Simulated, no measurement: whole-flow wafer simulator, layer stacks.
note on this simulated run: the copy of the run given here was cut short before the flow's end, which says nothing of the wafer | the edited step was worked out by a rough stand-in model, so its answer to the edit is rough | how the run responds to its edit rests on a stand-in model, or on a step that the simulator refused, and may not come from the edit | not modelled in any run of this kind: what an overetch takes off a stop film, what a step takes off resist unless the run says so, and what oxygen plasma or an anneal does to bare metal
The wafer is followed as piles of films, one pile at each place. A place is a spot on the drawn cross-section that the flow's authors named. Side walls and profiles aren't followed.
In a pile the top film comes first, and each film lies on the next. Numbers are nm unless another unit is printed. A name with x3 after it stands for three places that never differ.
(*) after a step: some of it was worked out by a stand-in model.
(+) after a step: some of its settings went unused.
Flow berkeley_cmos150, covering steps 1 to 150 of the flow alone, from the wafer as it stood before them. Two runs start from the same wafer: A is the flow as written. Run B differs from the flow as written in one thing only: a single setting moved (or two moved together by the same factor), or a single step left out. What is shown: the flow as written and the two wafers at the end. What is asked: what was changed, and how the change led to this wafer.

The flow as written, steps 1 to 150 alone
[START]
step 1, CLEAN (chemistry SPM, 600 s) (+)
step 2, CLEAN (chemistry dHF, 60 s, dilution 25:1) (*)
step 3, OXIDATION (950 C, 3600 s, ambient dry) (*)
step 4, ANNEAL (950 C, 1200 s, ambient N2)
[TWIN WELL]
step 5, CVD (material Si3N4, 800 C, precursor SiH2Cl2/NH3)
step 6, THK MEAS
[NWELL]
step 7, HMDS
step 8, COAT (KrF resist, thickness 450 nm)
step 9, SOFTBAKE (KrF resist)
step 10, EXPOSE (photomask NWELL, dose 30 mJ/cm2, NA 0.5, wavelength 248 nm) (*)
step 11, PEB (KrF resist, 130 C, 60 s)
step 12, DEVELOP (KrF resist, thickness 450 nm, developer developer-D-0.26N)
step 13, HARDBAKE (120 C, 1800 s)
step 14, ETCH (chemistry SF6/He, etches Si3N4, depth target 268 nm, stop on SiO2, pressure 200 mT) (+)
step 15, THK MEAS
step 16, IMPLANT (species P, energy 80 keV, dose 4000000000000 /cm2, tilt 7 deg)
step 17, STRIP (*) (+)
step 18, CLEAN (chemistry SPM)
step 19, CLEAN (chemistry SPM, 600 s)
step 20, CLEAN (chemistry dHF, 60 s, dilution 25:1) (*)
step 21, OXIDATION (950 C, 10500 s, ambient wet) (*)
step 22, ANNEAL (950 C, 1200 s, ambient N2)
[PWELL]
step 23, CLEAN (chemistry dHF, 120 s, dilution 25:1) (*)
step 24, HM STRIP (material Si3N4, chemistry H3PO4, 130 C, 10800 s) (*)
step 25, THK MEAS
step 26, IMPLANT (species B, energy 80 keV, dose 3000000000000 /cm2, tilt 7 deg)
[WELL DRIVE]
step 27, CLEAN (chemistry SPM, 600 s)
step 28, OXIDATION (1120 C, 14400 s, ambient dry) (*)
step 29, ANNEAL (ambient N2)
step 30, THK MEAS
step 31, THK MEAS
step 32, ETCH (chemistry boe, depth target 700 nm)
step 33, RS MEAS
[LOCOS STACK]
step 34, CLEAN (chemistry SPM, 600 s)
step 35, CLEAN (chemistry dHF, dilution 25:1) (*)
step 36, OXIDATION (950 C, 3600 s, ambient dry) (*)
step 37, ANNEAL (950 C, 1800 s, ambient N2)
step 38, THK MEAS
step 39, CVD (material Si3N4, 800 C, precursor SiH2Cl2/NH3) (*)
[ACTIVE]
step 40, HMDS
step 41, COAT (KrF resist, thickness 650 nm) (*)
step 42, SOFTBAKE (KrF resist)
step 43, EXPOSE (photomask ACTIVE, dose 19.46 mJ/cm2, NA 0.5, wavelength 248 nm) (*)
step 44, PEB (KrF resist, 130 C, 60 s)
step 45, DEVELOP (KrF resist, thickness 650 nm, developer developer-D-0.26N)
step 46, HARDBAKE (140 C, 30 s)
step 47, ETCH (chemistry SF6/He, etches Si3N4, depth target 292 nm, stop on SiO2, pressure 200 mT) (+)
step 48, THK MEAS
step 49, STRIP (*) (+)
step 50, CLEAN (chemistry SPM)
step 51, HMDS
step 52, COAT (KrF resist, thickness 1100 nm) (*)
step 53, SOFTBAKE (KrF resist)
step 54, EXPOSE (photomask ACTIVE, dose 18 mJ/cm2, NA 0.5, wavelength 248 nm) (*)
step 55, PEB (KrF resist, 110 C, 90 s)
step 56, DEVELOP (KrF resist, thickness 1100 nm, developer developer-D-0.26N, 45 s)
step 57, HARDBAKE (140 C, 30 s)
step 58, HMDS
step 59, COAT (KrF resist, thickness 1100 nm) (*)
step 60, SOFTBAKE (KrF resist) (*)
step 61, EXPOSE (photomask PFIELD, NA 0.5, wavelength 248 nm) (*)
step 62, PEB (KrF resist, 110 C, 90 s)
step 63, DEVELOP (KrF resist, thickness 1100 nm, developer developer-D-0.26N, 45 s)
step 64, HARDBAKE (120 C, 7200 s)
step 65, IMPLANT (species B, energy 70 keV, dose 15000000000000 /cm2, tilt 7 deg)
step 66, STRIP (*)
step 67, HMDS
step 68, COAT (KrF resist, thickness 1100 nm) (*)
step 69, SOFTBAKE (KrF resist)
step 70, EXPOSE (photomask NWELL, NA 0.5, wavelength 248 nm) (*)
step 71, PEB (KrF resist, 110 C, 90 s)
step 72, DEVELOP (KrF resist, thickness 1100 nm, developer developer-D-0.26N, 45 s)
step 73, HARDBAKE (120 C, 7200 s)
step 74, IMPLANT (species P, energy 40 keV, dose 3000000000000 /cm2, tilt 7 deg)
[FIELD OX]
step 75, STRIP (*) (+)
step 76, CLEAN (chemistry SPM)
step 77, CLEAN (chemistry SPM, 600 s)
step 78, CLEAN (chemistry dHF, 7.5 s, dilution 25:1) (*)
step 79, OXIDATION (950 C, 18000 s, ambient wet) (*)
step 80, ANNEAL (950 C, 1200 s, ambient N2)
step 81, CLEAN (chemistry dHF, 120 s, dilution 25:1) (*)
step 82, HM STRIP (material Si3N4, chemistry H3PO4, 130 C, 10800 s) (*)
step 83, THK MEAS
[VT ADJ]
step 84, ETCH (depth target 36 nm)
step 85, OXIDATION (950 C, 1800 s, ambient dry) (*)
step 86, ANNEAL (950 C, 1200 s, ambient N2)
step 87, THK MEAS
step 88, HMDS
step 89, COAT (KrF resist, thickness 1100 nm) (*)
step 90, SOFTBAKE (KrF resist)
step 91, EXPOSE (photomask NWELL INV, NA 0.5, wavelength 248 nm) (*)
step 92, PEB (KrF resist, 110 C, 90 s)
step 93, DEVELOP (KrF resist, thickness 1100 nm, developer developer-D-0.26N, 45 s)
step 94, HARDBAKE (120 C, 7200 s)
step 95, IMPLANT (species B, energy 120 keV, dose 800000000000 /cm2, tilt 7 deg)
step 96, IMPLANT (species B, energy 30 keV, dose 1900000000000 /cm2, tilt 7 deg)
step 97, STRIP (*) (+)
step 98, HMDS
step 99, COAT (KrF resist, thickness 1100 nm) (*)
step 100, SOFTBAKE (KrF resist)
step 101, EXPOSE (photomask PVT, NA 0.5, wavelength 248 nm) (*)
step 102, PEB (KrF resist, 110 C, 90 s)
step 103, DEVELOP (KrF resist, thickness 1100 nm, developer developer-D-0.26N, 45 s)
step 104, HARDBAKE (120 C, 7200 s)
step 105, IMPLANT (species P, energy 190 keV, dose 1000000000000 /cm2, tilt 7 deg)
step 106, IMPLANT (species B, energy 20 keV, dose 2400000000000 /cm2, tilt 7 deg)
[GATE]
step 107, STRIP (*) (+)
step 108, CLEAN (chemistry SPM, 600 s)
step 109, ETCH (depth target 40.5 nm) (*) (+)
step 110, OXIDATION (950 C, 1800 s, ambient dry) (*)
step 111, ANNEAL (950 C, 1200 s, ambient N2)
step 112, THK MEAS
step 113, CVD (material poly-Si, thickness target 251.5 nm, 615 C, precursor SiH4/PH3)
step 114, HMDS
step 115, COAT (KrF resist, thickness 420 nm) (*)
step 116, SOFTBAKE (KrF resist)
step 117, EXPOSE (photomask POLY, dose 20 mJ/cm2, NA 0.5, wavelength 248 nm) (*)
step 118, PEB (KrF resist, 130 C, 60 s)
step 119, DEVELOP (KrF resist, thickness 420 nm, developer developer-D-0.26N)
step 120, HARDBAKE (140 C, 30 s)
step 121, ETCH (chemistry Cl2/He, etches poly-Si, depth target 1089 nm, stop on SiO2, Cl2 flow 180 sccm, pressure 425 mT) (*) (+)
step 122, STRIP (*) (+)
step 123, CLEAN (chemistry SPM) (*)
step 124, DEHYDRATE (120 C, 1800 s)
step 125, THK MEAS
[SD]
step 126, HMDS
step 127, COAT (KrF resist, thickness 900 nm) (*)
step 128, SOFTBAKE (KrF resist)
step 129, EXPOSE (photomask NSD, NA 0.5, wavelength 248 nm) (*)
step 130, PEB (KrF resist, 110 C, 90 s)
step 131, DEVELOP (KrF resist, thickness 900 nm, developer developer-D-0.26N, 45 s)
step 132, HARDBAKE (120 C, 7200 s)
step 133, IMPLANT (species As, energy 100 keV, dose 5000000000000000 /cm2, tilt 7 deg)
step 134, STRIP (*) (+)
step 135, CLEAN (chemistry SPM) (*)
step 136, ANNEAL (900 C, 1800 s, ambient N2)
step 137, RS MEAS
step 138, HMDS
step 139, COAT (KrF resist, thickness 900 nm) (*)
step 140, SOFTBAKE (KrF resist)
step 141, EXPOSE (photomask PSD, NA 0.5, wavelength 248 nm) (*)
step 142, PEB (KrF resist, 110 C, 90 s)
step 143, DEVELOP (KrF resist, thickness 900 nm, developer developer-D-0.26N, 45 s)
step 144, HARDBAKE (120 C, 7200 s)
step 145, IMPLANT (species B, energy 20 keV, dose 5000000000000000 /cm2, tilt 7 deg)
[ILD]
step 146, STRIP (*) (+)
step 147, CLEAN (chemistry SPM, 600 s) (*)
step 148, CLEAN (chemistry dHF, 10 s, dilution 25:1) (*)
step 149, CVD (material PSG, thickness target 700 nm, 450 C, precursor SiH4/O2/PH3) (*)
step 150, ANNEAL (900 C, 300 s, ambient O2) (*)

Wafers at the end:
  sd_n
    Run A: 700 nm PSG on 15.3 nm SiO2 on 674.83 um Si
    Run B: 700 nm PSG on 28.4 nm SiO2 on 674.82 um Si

What caused this: step 39, CVD: 762 C was run, whereas the flow has 800 C.

The path from the change to this, step by step:
  step 39, CVD (material Si3N4, 800 C, precursor SiH2Cl2/NH3) (*)
      field, field_p, sd_n, gate_n, sd_p, gate_p, contact, m1: A Si3N4 gains 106 (new film) | B Si3N4 gains 65.5 (new film)
  step 47, ETCH (chemistry SF6/He, etches Si3N4, depth target 292 nm, stop on SiO2, pressure 200 mT) (+)
      sd_n, gate_n, sd_p, gate_p, contact, m1: A KrF resist loses 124 | B KrF resist loses 79.9
      field, field_p: A Si3N4 loses 106 (all of it), SiO2 loses 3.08 | B Si3N4 loses 65.5 (all of it), SiO2 loses 3.08
  step 49, STRIP (*) (+)
      sd_n: A KrF resist loses 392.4 (all of it) | B KrF resist loses 436.5 (all of it)
      gate_n: A KrF resist loses 400.6 (all of it) | B KrF resist loses 444.7 (all of it)
      (also at 4 further places)
  step 52, COAT (KrF resist, thickness 1100 nm) (*)
      sd_n: A KrF resist gains 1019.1 (new film) | B KrF resist gains 1042.4 (new film)
      m1: A KrF resist gains 1029.1 (new film) | B KrF resist gains 1052.4 (new film)
  step 57, HARDBAKE (140 C, 30 s)
      sd_n: A KrF resist loses 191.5 | B KrF resist loses 195.8
      m1: A KrF resist loses 193.3 | B KrF resist loses 197.7
  step 66, STRIP (*)
      sd_n: A KrF resist loses 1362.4 (all of it) | B KrF resist loses 1391.7 (all of it)
      m1: A KrF resist loses 1394.8 (all of it) | B KrF resist loses 1423.4 (all of it)
  step 68, COAT (KrF resist, thickness 1100 nm) (*)
      sd_n: A KrF resist gains 1019.1 (new film) | B KrF resist gains 1042.4 (new film)
      m1: A KrF resist gains 1029.1 (new film) | B KrF resist gains 1052.4 (new film)
  step 75, STRIP (*) (+)
      sd_n: A KrF resist loses 982.6 (all of it) | B KrF resist loses 1005.3 (all of it)
      m1: A KrF resist loses 992.3 (all of it) | B KrF resist loses 1015 (all of it)
  step 79, OXIDATION (950 C, 18000 s, ambient wet) (*)
      sd_n: A SiO2 gains 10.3 (new film), Si3N4 loses 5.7, SiO2 gains 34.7, Si loses 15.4 | B SiO2 gains 10.3 (new film), Si3N4 loses 5.7, SiO2 gains 59.2, Si loses 26.4
  step 82, HM STRIP (material Si3N4, chemistry H3PO4, 130 C, 10800 s) (*)
      sd_n, gate_n, contact, m1: A Si3N4 loses 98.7 (all of it), SiO2 loses 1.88 | B Si3N4 loses 58.1 (all of it), SiO2 loses 2.22
      sd_p, gate_p: A Si3N4 loses 98.6 (all of it), SiO2 loses 1.88 | B Si3N4 loses 58 (all of it), SiO2 loses 2.23
  step 85, OXIDATION (950 C, 1800 s, ambient dry) (*)
      sd_n: A SiO2 gains 12.2, Si loses 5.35 | B SiO2 gains 8.61, Si loses 3.79
  step 109, ETCH (depth target 40.5 nm) (*) (+)
      sd_n: A SiO2 loses 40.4 (all of it) | B SiO2 loses 40.5
  step 110, OXIDATION (950 C, 1800 s, ambient dry) (*)
      sd_n: A SiO2 gains 20.4 (new film), Si loses 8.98 | B SiO2 gains 13, Si loses 5.71
